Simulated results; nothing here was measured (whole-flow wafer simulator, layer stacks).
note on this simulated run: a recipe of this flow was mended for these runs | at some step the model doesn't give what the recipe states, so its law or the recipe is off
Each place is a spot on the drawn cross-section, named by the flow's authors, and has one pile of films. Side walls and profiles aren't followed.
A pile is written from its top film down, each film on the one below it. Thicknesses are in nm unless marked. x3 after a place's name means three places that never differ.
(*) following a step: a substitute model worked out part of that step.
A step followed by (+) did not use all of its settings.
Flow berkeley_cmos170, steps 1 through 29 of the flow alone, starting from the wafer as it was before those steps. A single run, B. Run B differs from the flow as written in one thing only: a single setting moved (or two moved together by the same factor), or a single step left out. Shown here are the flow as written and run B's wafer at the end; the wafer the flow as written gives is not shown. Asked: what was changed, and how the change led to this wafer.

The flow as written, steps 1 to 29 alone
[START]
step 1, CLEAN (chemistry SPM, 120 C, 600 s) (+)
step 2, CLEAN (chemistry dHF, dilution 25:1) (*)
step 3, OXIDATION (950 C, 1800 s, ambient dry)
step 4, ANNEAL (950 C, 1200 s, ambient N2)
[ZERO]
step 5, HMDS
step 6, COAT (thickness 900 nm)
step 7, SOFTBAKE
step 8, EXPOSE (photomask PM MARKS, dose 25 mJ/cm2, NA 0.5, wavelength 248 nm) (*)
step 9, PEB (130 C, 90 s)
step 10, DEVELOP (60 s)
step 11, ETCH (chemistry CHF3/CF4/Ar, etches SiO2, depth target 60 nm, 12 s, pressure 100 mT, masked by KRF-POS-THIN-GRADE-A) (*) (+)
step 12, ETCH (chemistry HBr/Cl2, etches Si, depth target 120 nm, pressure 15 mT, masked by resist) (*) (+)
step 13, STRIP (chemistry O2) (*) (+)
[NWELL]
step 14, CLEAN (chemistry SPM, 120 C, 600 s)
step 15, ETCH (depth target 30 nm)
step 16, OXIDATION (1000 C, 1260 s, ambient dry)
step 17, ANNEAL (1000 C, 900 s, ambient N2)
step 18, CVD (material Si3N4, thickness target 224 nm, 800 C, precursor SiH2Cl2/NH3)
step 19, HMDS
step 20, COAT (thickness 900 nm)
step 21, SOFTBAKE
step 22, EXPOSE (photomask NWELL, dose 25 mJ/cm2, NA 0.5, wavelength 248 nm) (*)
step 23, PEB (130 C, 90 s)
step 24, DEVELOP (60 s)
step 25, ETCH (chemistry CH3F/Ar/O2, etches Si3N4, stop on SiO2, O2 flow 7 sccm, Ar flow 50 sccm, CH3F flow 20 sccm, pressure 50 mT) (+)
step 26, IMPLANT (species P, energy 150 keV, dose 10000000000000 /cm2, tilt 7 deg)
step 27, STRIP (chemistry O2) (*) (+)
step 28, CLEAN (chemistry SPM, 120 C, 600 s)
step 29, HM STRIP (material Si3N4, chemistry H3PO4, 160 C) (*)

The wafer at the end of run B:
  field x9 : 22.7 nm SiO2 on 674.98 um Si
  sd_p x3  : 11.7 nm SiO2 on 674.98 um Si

What caused this: step 15, ETCH: depth target 10 nm was run, though the flow has depth target 30 nm.

How this came from the change, step by step:
  step 15, ETCH (depth target 30 nm)
      field x9, sd_p x3: -10 SiO2 (it would be, as written: -20.4 SiO2 (all of it))
  step 16, OXIDATION (1000 C, 1260 s, ambient dry)
      field x9, sd_p x3: +19.3 SiO2, -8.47 Si (it would be, as written: +26.6 SiO2 (new film), -11.7 Si)
